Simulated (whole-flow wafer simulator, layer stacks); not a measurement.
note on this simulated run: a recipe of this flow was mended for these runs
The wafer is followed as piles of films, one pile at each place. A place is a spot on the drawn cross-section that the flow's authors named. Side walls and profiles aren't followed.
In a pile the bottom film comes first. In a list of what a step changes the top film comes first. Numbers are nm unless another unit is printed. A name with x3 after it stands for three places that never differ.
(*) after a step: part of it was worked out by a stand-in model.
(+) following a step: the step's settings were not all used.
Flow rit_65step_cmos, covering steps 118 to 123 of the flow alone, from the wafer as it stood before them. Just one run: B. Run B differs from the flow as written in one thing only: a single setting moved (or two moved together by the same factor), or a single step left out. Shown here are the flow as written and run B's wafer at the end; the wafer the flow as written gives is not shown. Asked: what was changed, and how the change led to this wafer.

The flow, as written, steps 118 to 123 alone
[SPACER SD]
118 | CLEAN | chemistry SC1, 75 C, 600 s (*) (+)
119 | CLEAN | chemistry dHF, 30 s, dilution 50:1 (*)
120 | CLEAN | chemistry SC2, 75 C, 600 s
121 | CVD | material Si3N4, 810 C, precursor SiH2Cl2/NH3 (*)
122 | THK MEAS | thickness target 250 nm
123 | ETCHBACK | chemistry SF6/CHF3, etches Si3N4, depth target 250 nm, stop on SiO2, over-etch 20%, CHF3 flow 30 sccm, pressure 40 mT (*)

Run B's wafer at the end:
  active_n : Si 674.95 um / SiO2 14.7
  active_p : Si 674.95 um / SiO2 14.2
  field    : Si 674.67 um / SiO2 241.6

Cause: step 119, CLEAN: 24 s was run, whereas the flow has 30 s.

How this came from the change, step by step:
  119 | CLEAN | chemistry dHF, 30 s, dilution 50:1 (*)
      field, active_n, gate_n, spacer, sd_n x3: -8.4 SiO2 (it would be, as written: -10.5 SiO2)
      field_p, active_p, gate_p, spacer_p, sd_p: -8.88 SiO2 (it would be, as written: -11.1 SiO2)
      (and at 2 other places as well)
